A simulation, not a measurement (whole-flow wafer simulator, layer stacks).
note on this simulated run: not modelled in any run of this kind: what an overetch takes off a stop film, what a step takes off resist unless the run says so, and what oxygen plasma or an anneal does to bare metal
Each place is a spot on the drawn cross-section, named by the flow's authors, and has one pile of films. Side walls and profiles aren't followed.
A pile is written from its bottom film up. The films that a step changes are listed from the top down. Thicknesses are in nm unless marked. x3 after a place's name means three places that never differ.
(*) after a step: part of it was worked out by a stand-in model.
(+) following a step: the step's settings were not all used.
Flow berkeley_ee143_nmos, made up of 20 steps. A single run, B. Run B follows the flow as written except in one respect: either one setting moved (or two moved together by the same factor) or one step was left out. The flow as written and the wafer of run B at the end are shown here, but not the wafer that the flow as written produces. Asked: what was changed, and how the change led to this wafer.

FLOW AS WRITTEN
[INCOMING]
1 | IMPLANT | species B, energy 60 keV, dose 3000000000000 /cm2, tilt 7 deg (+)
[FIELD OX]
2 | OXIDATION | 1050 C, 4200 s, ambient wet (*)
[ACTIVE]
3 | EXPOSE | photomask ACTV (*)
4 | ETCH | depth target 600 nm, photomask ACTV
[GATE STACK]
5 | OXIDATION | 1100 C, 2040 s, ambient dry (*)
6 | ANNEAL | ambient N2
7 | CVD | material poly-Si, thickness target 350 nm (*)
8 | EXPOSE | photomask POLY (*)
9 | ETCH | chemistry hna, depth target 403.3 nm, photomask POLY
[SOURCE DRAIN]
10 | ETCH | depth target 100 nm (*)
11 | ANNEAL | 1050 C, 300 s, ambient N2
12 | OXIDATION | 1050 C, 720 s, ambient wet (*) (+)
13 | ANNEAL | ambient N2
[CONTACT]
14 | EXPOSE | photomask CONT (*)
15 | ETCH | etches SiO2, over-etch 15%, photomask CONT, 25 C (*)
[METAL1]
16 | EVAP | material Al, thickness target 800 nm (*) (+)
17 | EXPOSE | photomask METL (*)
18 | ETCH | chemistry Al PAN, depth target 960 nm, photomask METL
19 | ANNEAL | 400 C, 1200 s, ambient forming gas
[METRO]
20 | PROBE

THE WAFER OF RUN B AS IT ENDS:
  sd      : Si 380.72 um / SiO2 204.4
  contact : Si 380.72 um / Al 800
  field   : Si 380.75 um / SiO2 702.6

What caused this: step 9, ETCH: depth target 295.1 nm was run, though the flow has depth target 403.3 nm.

How this came from the change, step by step:
  9 | ETCH | chemistry hna, depth target 403.3 nm, photomask POLY
      sd, contact, field: poly-Si loses 295.1 (as written it would have been: poly-Si loses 350 (all of it))
  10 | ETCH | depth target 100 nm (*)
      sd, contact: nothing (as written it would have been: SiO2 loses 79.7 (all of it))
      field: nothing (as written it would have been: SiO2 loses 100)
  12 | OXIDATION | 1050 C, 720 s, ambient wet (*) (+)
      sd, contact: poly-Si loses 54.9 (all of it), SiO2 gains 124.7 (as written it would have been: SiO2 gains 189.4 (new film), Si loses 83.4)
      field: poly-Si loses 54.9 (all of it), SiO2 gains 124.7 (as written it would have been: SiO2 gains 69.1, Si loses 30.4)
  15 | ETCH | etches SiO2, over-etch 15%, photomask CONT, 25 C (*)
      contact: SiO2 loses 204.4 (all of it) (as written it would have been: SiO2 loses 189.4 (all of it))
